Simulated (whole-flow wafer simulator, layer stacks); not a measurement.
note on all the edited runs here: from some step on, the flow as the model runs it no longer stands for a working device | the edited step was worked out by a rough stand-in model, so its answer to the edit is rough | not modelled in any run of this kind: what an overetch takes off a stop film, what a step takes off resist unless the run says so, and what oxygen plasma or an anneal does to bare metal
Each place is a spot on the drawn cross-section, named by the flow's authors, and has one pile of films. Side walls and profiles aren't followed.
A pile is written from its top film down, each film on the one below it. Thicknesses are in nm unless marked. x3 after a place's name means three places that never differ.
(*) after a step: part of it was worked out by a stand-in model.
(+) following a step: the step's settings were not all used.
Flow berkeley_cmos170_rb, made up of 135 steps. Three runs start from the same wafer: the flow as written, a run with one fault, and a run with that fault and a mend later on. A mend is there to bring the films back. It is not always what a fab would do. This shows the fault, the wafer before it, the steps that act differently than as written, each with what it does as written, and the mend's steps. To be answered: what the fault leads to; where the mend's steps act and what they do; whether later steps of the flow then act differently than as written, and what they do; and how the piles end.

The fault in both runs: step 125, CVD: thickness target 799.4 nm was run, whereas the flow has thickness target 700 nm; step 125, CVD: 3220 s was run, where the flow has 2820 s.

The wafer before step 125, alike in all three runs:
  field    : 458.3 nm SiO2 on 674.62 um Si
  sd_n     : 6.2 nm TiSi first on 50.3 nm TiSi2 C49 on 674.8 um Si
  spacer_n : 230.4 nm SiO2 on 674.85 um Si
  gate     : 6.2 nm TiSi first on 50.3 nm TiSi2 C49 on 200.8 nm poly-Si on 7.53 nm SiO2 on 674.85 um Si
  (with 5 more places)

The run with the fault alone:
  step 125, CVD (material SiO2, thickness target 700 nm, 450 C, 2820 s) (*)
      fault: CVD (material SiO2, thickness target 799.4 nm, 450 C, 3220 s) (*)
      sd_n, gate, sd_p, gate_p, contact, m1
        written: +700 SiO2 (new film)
        fault: +799.4 SiO2 (new film)
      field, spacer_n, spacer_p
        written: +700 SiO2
        fault: +799.4 SiO2
  Steps further on in the flow that do not act as written (not shown: 3 more steps that differ only slightly, by at most 2% or 0.5 nm, whichever is larger):
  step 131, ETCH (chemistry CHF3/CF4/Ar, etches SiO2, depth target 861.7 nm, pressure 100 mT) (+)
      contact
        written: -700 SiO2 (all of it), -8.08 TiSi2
        fault: -799.4 SiO2 (all of it), -3.11 TiSi2
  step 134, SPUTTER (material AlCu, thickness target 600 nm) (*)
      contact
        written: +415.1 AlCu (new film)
        fault: +392.7 AlCu (new film)
  At field, sd_n, spacer_n and 6 more, the piles at the end differ from the flow's by more than 2% or 0.5 nm, whichever is larger.
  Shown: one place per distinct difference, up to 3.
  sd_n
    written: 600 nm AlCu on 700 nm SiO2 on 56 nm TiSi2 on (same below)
    fault: 600 nm AlCu on 799.4 nm SiO2 on 56 nm TiSi2 on (same below)
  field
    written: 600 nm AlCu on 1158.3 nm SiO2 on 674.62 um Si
    fault: 600 nm AlCu on 1257.7 nm SiO2 on 674.62 um Si
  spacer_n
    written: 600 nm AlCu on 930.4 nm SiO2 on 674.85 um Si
    fault: 600 nm AlCu on 1029.8 nm SiO2 on 674.85 um Si

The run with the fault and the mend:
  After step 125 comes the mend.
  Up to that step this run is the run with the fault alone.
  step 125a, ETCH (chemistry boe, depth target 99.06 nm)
      field, sd_n, spacer_n and 6 more
        -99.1 SiO2
  Every later step of the flow that is run acts as written, at every place that is followed, to within 2% or 0.5 nm, whichever is larger.
  At the end the piles are close to the flow's at the places that both follow, differing by at most 2% or 0.5 nm, whichever is larger.
